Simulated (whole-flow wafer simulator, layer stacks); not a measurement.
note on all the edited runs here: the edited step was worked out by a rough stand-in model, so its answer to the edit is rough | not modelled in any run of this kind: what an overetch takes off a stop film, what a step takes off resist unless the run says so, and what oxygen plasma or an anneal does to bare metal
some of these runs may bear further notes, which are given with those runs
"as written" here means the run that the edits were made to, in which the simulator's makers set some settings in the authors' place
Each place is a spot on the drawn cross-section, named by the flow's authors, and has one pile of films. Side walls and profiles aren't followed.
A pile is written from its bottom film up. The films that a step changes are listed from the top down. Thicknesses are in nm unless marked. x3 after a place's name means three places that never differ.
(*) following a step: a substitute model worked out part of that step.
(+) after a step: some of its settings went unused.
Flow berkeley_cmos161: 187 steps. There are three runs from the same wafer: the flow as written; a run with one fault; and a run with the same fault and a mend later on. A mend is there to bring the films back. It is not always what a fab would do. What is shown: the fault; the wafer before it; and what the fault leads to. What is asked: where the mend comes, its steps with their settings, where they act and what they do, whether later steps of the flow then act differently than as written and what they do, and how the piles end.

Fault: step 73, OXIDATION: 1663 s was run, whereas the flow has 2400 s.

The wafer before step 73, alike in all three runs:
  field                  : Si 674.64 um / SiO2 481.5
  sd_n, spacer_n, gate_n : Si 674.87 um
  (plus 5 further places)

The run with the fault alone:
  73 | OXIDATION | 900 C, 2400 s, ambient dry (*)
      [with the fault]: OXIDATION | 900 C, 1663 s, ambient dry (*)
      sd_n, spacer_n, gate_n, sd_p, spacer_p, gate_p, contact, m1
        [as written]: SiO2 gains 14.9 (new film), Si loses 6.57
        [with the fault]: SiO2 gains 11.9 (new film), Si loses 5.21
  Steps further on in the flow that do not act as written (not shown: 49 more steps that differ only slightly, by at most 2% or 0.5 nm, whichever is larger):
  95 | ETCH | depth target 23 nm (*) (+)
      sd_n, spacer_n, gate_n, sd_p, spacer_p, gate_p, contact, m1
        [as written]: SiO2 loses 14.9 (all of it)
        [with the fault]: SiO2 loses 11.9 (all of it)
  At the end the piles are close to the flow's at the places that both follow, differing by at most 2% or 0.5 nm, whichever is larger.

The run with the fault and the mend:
  The mend follows step 74.
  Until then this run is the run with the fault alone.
  74a | OXIDATION | 900 C, 737 s, ambient dry (*) (a further turn of the flow's step 73, with different settings)
      sd_n, spacer_n, gate_n, sd_p, spacer_p, gate_p, contact, m1
        SiO2 gains 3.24, Si loses 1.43
      field
        SiO2 gains 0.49, Si loses 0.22
  None of the later steps of the flow differs from how it acts as written, at any place that is followed, by more than 2% or 0.5 nm, whichever is larger.
  At the end the piles are close to the flow's at the places that both follow, differing by at most 2% or 0.5 nm, whichever is larger.
